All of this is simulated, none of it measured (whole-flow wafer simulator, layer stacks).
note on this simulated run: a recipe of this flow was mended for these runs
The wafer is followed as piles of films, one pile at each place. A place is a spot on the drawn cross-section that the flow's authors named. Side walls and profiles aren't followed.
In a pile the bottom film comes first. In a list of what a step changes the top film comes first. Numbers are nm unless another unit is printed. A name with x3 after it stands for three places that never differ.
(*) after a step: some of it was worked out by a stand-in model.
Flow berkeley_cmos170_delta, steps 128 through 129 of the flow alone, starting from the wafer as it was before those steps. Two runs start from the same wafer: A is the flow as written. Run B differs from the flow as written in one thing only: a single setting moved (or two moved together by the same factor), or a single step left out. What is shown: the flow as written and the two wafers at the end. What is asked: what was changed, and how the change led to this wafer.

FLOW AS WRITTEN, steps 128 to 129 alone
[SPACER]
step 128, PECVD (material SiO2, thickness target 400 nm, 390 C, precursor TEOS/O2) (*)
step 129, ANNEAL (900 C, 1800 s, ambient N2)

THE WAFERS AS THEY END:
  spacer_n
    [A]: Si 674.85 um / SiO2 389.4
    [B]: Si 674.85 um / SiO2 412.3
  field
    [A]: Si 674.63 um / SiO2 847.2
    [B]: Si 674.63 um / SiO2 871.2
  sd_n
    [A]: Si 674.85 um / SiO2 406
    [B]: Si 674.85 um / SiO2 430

Cause: step 128, PECVD: thickness target 424 nm was run, whereas the flow has thickness target 400 nm.

How this came from the change, step by step:
  step 128, PECVD (material SiO2, thickness target 400 nm, 390 C, precursor TEOS/O2) (*)
      field, sd_n, contact, m1: A +400 SiO2 | B +424 SiO2
      spacer_n, sd_p, spacer_p: A +383.7 SiO2 | B +406.6 SiO2
      (as well as at 2 more places)
